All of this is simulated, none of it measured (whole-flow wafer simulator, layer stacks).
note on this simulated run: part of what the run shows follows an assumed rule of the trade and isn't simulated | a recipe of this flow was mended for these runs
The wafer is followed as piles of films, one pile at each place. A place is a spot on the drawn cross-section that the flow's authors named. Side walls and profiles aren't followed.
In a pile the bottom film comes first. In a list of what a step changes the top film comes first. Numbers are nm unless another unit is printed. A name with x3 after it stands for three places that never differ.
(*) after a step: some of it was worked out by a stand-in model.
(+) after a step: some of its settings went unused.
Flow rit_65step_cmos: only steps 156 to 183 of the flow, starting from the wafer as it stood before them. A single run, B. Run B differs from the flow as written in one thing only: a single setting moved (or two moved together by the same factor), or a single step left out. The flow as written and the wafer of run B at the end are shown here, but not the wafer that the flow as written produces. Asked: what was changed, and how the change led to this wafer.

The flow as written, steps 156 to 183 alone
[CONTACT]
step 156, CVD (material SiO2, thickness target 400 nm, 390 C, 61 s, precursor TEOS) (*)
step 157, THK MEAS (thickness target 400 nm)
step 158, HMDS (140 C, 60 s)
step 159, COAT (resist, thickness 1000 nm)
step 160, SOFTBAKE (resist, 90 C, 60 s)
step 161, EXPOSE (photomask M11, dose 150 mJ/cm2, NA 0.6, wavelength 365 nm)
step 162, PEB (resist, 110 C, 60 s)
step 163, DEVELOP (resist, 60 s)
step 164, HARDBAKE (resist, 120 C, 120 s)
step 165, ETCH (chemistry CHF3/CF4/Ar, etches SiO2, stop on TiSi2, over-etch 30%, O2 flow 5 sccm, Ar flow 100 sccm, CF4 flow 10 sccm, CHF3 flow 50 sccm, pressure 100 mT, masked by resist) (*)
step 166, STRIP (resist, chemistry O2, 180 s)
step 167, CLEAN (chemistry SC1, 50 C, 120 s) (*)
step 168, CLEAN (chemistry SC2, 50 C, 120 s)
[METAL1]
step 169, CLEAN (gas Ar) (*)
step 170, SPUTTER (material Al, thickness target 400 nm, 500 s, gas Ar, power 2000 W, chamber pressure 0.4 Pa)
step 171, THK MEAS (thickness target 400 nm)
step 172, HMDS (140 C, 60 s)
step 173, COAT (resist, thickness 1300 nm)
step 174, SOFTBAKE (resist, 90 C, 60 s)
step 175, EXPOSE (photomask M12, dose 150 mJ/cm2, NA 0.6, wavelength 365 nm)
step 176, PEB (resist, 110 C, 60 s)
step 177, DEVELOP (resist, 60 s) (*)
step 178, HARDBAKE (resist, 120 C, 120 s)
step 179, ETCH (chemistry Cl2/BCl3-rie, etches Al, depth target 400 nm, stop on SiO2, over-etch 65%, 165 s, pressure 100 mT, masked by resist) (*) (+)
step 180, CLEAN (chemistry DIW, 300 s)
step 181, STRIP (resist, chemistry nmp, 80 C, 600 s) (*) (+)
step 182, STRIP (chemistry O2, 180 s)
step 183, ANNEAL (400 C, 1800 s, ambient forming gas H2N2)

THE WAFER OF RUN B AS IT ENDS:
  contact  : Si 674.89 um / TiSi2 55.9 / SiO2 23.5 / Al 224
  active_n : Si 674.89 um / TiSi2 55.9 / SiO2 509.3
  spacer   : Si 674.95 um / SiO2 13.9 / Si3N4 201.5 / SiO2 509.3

The reason: step 156, CVD: thickness target 549 nm was run, while the flow as written has thickness target 400 nm; step 156, CVD: 84 s was run, where the flow has 61 s.

How this came from the change, step by step:
  step 156, CVD (material SiO2, thickness target 400 nm, 390 C, 61 s, precursor TEOS) (*)
      active_n, active_p, gate_n and 7 more: +549 SiO2 (new film) (in the flow as written it would be: +400 SiO2 (new film))
      field, field_pw, field_nw, field_p: +549 SiO2 (in the flow as written it would be: +400 SiO2)
  step 165, ETCH (chemistry CHF3/CF4/Ar, etches SiO2, stop on TiSi2, over-etch 30%, O2 flow 5 sccm, Ar flow 100 sccm, CF4 flow 10 sccm, CHF3 flow 50 sccm, pressure 100 mT, masked by resist) (*)
      contact: -520 SiO2 (in the flow as written it would be: -400 SiO2 (all of it), -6 TiSi2)
  step 169, CLEAN (gas Ar) (*)
      contact: -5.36 SiO2 (in the flow as written it would be: -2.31 TiSi2)
  step 170, SPUTTER (material Al, thickness target 400 nm, 500 s, gas Ar, power 2000 W, chamber pressure 0.4 Pa)
      contact: +224 Al (new film) (in the flow as written it would be: +255.4 Al (new film))
  step 173, COAT (resist, thickness 1300 nm)
      contact: +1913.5 resist (new film) (in the flow as written it would be: +1785.1 resist (new film))
  step 176, PEB (resist, 110 C, 60 s)
      contact: -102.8 resist (in the flow as written it would be: -95.5 resist)
  step 178, HARDBAKE (resist, 120 C, 120 s)
      contact: -67.2 resist (in the flow as written it would be: -62.1 resist)
  step 181, STRIP (resist, chemistry nmp, 80 C, 600 s) (*) (+)
      contact: -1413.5 resist (all of it) (in the flow as written it would be: -1297.5 resist (all of it))
